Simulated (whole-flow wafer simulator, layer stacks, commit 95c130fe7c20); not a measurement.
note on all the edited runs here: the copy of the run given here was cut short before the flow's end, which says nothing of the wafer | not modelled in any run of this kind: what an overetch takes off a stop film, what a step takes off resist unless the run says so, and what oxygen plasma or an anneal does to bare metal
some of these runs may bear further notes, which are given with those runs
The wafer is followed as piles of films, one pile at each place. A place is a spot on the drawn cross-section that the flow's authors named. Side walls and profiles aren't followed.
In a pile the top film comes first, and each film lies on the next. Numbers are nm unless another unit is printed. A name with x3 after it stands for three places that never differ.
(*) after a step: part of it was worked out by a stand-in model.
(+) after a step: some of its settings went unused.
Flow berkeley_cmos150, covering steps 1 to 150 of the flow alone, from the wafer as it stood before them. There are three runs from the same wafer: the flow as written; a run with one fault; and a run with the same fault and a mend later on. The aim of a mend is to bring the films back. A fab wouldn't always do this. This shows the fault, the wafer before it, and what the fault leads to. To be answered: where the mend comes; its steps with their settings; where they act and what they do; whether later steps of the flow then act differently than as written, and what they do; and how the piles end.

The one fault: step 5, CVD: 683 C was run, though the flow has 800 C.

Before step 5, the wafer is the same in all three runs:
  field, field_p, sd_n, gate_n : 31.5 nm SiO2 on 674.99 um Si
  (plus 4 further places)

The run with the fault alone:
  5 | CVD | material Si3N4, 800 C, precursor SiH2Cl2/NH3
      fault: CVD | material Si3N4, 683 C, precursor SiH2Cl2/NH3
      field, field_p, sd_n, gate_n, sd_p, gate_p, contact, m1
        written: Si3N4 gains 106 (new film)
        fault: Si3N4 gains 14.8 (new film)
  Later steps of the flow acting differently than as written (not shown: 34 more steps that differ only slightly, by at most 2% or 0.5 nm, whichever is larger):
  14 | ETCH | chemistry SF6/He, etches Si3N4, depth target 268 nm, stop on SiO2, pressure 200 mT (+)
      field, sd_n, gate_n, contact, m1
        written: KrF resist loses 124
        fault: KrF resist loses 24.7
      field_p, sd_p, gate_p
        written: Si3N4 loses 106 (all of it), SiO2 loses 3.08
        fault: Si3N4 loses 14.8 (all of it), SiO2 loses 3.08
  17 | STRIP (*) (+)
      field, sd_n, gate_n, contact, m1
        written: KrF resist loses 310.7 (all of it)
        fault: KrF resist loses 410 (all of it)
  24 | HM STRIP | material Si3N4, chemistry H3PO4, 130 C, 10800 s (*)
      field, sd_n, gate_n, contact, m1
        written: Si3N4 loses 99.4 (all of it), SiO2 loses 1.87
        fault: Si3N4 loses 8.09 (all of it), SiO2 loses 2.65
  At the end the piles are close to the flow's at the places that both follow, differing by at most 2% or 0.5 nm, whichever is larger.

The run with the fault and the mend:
  The mend stands after step 6.
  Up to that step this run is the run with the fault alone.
  6a | ETCH | chemistry h3po4, depth target 16.97 nm
      field, field_p, sd_n, gate_n, sd_p, gate_p, contact, m1
        Si3N4 loses 14.8 (all of it)
  6b | CLEAN | chemistry SPM, 600 s (the flow's step 1 again)
      does not change any film at any place that is followed
  6c | CVD | material Si3N4, 800 C, precursor SiH2Cl2/NH3 (the flow's step 5 again)
      field, field_p, sd_n, gate_n, sd_p, gate_p, contact, m1
        Si3N4 gains 106 (new film)
  Every later step of the flow that is run acts as written at every place that is followed.
  At every place that both follow, the piles at the end match the flow's.
